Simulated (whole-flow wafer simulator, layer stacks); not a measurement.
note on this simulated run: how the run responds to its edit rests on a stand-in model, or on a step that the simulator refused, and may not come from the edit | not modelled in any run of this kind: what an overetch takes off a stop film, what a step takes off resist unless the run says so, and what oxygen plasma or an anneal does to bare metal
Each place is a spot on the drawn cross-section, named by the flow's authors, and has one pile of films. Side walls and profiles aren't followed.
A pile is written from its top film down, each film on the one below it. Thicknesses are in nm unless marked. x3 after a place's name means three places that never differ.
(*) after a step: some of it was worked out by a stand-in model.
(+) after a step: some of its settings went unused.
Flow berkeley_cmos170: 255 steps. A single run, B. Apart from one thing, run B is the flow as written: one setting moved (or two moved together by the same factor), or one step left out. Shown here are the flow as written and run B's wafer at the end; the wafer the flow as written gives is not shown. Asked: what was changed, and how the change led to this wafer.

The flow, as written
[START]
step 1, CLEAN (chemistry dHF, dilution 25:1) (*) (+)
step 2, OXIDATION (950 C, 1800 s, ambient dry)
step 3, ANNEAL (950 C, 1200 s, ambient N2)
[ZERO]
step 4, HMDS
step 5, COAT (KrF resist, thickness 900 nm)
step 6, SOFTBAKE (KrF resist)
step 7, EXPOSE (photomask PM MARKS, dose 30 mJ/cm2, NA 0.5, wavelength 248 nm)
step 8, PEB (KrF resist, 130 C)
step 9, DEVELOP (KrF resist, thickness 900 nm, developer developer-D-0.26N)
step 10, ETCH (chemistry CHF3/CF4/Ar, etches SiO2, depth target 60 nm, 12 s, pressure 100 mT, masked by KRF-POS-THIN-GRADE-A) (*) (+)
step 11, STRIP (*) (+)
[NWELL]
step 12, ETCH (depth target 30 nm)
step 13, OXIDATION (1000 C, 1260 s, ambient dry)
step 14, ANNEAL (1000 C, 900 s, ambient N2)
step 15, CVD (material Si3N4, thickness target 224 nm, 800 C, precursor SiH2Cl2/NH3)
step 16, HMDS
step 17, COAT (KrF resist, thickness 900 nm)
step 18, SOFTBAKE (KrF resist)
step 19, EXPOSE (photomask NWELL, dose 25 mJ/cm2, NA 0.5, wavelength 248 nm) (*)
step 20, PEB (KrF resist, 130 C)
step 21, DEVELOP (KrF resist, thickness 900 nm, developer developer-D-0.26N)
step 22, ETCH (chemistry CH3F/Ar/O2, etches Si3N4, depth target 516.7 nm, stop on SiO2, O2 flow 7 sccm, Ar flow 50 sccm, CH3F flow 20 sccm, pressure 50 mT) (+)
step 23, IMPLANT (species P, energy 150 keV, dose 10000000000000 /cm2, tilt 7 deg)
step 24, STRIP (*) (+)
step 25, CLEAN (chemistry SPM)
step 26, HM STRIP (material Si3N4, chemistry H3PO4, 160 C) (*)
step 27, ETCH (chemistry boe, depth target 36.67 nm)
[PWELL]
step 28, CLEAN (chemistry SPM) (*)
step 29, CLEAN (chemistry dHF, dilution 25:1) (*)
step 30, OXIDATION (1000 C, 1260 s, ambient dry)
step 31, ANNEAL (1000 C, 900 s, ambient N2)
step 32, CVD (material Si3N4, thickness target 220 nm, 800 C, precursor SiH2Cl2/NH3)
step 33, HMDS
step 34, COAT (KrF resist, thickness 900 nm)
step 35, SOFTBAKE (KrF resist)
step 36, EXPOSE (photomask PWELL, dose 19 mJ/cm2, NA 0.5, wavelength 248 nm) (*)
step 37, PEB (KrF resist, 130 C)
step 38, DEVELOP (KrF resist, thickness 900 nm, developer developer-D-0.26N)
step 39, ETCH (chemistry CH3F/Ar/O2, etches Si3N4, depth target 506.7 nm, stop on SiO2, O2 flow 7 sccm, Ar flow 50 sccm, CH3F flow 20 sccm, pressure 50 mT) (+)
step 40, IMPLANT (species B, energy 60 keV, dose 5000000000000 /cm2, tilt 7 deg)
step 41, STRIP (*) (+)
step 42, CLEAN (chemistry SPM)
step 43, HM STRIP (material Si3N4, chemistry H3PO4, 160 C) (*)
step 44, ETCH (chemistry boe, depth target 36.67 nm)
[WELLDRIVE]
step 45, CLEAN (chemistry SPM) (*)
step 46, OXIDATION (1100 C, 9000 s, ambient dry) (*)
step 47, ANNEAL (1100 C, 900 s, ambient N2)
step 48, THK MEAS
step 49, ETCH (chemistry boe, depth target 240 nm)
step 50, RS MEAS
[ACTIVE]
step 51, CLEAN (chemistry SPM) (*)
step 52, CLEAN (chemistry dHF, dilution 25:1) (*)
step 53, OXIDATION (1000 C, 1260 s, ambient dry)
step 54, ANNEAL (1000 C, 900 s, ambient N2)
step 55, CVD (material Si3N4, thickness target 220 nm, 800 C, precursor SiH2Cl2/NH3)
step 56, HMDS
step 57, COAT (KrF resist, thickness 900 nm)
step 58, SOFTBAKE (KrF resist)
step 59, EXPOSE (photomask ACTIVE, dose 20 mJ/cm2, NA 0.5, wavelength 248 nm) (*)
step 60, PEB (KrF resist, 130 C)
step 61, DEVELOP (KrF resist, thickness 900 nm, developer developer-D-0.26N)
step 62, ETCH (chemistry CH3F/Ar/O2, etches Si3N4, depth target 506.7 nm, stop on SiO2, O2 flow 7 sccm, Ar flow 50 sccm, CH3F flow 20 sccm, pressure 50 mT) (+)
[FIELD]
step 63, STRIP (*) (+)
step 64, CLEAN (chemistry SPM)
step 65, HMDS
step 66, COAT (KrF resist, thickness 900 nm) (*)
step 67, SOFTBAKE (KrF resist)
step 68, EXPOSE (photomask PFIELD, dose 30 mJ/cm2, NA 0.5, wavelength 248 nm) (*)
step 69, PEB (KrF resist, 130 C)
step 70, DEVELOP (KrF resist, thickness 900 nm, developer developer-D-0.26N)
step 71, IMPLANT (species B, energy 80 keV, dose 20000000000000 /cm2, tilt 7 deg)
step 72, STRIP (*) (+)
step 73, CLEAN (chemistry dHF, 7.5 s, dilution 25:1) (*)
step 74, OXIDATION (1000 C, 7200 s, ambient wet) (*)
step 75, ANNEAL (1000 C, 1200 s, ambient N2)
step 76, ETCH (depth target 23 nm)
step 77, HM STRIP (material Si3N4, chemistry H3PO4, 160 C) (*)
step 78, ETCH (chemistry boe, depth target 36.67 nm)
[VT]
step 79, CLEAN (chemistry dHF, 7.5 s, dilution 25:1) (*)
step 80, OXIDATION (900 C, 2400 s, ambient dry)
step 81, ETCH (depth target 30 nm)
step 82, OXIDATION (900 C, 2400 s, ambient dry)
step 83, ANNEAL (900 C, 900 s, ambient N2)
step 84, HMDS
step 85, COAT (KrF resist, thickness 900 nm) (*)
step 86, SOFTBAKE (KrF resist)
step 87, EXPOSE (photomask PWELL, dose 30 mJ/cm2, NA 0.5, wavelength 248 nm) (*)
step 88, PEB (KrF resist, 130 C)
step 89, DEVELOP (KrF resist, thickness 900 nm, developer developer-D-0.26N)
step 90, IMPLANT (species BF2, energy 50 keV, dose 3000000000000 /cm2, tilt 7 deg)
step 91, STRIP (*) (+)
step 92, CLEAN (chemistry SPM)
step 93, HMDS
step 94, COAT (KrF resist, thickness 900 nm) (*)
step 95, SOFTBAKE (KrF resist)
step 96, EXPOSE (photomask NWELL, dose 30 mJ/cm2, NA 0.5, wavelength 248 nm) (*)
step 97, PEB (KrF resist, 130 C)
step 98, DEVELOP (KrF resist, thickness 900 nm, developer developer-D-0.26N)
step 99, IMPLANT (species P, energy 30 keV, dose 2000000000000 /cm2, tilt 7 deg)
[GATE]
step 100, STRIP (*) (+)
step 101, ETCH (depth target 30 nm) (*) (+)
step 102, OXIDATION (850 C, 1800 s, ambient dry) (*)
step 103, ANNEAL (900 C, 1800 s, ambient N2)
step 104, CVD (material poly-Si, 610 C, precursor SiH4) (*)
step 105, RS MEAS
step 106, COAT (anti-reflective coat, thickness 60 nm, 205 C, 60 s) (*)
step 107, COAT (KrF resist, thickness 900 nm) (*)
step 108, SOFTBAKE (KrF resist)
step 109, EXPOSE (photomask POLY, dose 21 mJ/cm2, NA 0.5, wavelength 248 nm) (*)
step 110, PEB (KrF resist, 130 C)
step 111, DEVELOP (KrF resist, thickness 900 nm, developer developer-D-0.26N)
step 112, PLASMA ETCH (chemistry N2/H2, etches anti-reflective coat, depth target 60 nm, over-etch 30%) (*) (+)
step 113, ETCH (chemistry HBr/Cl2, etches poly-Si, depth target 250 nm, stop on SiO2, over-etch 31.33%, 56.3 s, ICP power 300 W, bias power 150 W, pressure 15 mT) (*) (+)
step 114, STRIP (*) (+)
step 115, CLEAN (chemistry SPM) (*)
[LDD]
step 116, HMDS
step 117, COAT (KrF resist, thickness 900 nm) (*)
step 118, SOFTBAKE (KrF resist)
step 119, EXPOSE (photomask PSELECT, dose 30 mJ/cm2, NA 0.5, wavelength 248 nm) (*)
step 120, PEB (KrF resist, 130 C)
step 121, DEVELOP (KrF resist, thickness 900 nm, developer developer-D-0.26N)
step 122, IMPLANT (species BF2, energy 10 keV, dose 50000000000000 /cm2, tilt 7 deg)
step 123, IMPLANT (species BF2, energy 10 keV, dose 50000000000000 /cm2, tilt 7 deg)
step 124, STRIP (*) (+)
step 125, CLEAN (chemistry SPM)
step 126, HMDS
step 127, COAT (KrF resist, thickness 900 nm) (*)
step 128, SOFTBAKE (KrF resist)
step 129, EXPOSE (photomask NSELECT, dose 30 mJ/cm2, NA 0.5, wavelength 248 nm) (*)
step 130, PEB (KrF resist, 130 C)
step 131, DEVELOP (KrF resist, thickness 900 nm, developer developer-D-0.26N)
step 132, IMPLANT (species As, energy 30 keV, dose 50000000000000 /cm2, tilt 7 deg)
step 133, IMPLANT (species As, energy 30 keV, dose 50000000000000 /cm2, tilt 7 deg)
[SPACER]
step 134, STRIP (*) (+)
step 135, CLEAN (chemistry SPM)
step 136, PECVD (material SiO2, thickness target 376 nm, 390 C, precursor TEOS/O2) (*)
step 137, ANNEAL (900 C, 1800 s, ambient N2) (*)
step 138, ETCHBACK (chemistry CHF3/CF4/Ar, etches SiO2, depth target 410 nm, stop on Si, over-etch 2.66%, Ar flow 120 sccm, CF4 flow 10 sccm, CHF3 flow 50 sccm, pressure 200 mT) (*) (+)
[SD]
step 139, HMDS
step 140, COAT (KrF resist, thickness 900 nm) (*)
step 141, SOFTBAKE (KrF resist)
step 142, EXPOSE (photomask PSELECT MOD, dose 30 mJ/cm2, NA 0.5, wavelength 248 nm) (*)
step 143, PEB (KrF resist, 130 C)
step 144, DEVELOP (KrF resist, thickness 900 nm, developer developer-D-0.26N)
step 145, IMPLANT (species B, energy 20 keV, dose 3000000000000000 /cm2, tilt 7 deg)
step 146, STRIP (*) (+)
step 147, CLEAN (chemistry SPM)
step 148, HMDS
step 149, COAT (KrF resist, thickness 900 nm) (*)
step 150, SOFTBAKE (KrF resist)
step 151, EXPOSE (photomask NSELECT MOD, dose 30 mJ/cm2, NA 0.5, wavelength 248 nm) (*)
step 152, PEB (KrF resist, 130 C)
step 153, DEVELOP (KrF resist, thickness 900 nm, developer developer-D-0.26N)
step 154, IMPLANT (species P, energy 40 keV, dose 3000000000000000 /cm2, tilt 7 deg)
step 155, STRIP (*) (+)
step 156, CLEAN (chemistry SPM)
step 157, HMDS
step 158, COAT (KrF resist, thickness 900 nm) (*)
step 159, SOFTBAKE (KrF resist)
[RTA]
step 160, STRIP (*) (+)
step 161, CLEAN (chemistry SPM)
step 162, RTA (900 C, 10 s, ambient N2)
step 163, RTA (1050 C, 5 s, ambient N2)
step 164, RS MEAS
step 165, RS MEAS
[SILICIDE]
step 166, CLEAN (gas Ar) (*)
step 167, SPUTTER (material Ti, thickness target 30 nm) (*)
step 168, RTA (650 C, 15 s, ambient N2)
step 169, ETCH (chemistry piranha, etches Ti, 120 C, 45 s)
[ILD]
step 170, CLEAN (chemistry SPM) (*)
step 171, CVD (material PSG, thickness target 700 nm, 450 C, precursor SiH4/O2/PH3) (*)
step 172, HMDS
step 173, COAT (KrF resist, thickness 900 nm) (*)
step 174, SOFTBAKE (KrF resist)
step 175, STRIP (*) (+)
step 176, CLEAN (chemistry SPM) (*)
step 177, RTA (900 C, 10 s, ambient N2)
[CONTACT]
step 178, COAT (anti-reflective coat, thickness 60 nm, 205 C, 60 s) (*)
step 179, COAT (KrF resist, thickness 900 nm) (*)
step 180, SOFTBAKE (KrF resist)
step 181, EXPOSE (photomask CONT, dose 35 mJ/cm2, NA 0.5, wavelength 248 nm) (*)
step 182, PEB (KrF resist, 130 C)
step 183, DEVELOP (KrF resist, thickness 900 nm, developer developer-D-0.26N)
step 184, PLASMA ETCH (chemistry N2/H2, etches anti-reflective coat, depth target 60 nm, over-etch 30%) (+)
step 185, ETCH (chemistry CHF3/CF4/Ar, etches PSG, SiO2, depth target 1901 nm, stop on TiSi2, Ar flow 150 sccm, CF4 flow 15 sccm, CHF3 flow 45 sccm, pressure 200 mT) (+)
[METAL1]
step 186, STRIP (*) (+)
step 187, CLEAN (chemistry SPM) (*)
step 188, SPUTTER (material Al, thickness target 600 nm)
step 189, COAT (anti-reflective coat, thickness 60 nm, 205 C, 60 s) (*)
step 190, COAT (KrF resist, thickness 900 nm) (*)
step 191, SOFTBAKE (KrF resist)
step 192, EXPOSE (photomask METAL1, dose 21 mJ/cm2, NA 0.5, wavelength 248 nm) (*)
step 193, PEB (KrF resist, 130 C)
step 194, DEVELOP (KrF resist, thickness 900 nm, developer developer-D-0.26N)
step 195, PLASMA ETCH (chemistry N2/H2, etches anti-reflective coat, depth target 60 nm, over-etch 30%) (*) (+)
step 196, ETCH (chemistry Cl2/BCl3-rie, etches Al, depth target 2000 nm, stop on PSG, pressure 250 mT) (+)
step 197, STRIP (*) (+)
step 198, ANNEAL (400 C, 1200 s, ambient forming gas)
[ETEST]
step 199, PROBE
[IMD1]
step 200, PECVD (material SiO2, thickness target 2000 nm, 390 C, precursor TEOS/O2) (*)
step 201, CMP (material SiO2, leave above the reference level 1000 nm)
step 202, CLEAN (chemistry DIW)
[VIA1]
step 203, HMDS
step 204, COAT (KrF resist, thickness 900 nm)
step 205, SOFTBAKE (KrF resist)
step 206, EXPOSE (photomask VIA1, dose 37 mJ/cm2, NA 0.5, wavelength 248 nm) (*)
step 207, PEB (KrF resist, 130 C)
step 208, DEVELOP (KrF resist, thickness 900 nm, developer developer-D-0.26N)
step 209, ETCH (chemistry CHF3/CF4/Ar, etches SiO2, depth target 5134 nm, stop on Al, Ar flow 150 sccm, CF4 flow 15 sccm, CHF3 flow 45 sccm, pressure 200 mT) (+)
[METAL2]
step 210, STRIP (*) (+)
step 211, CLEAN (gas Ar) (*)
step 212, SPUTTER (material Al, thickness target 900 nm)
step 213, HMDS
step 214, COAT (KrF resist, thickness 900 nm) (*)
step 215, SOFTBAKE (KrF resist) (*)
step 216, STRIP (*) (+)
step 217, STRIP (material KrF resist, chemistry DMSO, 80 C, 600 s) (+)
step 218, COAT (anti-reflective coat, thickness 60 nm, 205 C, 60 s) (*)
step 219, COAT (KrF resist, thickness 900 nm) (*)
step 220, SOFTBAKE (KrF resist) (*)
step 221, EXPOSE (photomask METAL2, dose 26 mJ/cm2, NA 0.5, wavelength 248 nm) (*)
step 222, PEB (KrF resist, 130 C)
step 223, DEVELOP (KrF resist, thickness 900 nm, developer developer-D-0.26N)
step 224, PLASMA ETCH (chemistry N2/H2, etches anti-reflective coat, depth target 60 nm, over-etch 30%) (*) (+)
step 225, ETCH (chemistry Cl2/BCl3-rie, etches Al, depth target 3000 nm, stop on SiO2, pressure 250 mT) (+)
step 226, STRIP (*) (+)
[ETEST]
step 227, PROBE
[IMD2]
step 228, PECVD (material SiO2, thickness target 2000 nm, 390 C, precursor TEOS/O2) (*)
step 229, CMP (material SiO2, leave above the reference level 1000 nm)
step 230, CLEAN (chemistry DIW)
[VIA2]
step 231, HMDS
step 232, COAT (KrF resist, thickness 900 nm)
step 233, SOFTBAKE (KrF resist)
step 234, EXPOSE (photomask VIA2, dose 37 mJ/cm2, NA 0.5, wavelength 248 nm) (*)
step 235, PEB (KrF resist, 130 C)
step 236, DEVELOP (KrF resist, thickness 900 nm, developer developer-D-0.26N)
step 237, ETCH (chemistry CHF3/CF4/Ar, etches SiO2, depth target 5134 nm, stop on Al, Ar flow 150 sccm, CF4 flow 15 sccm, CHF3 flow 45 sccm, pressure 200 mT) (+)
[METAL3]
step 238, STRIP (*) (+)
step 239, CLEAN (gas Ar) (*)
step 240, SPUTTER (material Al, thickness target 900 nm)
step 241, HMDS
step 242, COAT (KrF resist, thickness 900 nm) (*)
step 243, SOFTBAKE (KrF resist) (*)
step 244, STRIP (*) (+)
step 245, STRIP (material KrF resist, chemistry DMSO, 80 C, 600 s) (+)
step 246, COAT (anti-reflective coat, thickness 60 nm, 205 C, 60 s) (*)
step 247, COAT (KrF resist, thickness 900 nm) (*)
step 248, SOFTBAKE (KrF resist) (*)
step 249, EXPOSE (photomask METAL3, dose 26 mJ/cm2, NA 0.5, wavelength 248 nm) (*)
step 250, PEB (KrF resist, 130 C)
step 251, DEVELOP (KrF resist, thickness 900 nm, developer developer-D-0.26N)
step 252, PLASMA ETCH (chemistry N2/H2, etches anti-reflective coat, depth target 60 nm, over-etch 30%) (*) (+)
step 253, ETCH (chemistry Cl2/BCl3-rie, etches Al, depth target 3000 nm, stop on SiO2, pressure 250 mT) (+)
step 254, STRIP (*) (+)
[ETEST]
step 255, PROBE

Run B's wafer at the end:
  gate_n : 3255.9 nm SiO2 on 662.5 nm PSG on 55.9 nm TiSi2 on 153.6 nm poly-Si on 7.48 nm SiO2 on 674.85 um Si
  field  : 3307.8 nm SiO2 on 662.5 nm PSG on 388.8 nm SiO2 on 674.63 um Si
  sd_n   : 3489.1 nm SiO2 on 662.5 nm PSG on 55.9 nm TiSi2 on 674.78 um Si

The reason: step 55, CVD: 657 C was run, whereas the flow has 800 C.

Step by step, how the change led to this:
  step 55, CVD (material Si3N4, thickness target 220 nm, 800 C, precursor SiH2Cl2/NH3)
      field, sd_n, spacer_n and 9 more: +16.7 Si3N4 (new film) (it would be, as written: +220 Si3N4 (new film))
  step 62, ETCH (chemistry CH3F/Ar/O2, etches Si3N4, depth target 506.7 nm, stop on SiO2, O2 flow 7 sccm, Ar flow 50 sccm, CH3F flow 20 sccm, pressure 50 mT) (+)
      sd_n, spacer_n, gate_n and 8 more: -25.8 KrF resist (it would be, as written: -161.3 KrF resist)
      field: -16.7 Si3N4 (all of it), -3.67 SiO2 (it would be, as written: -220 Si3N4 (all of it), -3.67 SiO2)
  step 63, STRIP (*) (+)
      sd_n, spacer_n, gate_n and 8 more: -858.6 KrF resist (all of it) (it would be, as written: -723 KrF resist (all of it))
  step 66, COAT (KrF resist, thickness 900 nm) (*)
      field: +905.1 KrF resist (new film) (it would be, as written: +957.2 KrF resist (new film))
      sd_n: +888.9 KrF resist (new film) (it would be, as written: +784.1 KrF resist (new film))
      (as well as at 10 more places)
  step 70, DEVELOP (KrF resist, thickness 900 nm, developer developer-D-0.26N)
      field: -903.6 KrF resist (all of it) (it would be, as written: -955.7 KrF resist (all of it))
  step 72, STRIP (*) (+)
      sd_n: -873.3 KrF resist (all of it) (it would be, as written: -768.6 KrF resist (all of it))
      spacer_n: -876.7 KrF resist (all of it) (it would be, as written: -804.7 KrF resist (all of it))
      (as well as at 9 more places)
  step 74, OXIDATION (1000 C, 7200 s, ambient wet) (*)
      sd_n, sd_p: +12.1 SiO2 (new film), -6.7 Si3N4, +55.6 SiO2, -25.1 Si (it would be, as written: +12.1 SiO2 (new film), -6.7 Si3N4, +0.07 SiO2, -0.07 Si)
  step 77, HM STRIP (material Si3N4, chemistry H3PO4, 160 C) (*)
      sd_n, spacer_n, gate_n and 8 more: -9.41 Si3N4 (all of it), -0.09 SiO2 (it would be, as written: -212.7 Si3N4 (all of it), -1.99 SiO2)
      field: -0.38 SiO2 (it would be, as written: -8.64 SiO2)
  step 78, ETCH (chemistry boe, depth target 36.67 nm)
      sd_n, sd_p: -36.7 SiO2 (it would be, as written: -24.6 SiO2 (all of it))
      spacer_n, gate_n, spacer_p and 6 more: -26.5 SiO2 (all of it) (it would be, as written: -24.6 SiO2 (all of it))
  step 79, CLEAN (chemistry dHF, 7.5 s, dilution 25:1) (*)
      sd_n, sd_p: -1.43 SiO2 (it would be, as written: nothing)
  step 80, OXIDATION (900 C, 2400 s, ambient dry)
      sd_n, sd_p: +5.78 SiO2, -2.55 Si (it would be, as written: +14.9 SiO2 (new film), -6.57 Si)
  step 81, ETCH (depth target 30 nm)
      sd_n, sd_p: -30 SiO2 (it would be, as written: -14.9 SiO2 (all of it))
  step 82, OXIDATION (900 C, 2400 s, ambient dry)
      sd_n, sd_p: +9.02 SiO2, -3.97 Si (it would be, as written: +14.9 SiO2 (new film), -6.57 Si)
  step 101, ETCH (depth target 30 nm) (*) (+)
      sd_n, sd_p: -28.8 SiO2 (all of it) (it would be, as written: -14.9 SiO2 (all of it))
  step 106, COAT (anti-reflective coat, thickness 60 nm, 205 C, 60 s) (*)
      sd_n: +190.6 anti-reflective coat (new film) (it would be, as written: +158.6 anti-reflective coat (new film))
      spacer_n: +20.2 anti-reflective coat (new film) (it would be, as written: +31.5 anti-reflective coat (new film))
      (as well as at 5 more places)
  step 112, PLASMA ETCH (chemistry N2/H2, etches anti-reflective coat, depth target 60 nm, over-etch 30%) (*) (+)
      field: -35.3 anti-reflective coat (all of it), -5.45 poly-Si (it would be, as written: -34.7 anti-reflective coat (all of it), -4.4 poly-Si)
      sd_n: -190.6 anti-reflective coat (all of it), -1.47 poly-Si (it would be, as written: -158.6 anti-reflective coat (all of it), -1.22 poly-Si)
      (as well as at 8 more places)
  ... 18 other steps ...
  step 201, CMP (material SiO2, leave above the reference level 1000 nm)
      sd_n: -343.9 SiO2 (it would be, as written: -362.4 SiO2)
      sd_p: -313.4 SiO2 (it would be, as written: -335.3 SiO2)
      (as well as at 1 more place)
